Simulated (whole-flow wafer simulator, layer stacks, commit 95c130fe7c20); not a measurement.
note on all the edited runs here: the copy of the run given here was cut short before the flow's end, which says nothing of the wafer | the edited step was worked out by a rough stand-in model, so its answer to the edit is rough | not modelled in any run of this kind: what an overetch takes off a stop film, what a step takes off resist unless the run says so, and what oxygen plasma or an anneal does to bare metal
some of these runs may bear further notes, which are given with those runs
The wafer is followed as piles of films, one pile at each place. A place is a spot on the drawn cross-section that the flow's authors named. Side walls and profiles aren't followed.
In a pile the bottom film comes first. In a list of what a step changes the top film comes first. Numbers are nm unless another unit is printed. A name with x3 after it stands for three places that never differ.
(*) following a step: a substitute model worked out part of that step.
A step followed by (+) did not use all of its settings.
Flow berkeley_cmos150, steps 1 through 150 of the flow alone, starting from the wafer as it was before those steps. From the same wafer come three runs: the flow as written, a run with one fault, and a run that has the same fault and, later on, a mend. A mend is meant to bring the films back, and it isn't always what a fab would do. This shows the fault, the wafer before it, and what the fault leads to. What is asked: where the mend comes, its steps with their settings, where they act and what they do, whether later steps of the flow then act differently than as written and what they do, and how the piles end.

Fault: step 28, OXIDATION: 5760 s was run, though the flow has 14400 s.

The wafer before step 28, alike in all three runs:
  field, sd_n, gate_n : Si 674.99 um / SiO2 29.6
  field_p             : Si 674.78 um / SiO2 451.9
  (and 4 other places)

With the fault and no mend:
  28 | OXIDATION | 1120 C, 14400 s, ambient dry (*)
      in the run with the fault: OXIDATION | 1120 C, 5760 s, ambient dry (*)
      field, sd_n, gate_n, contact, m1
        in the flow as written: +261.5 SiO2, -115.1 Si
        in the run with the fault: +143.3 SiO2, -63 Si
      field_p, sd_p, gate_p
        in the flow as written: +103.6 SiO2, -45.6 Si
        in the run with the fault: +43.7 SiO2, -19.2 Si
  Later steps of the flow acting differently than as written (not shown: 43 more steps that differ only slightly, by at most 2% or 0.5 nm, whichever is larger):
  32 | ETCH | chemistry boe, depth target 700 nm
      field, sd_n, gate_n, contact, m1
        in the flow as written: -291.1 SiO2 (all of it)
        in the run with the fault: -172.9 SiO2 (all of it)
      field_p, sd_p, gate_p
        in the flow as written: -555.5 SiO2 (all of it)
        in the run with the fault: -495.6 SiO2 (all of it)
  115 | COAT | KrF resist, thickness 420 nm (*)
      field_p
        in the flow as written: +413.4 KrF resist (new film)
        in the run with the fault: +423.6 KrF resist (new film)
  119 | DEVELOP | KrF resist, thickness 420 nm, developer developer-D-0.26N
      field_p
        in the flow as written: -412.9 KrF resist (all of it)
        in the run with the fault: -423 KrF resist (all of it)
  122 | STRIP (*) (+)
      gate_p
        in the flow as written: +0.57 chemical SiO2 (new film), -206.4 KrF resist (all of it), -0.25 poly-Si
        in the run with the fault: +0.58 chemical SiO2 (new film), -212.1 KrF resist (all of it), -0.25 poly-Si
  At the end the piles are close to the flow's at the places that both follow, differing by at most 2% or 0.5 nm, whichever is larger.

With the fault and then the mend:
  The mend follows step 28.
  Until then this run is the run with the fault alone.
  28a | OXIDATION | 1120 C, 8640 s, ambient dry (*) (the flow's step 28 again, with other settings)
      field, sd_n, gate_n, contact, m1
        +118.2 SiO2, -52 Si
      field_p, sd_p, gate_p
        +59.9 SiO2, -26.3 Si
  Later steps of the flow that are run all act as written at every place that is followed.
  The piles end the same as the flow's at every place that both follow.
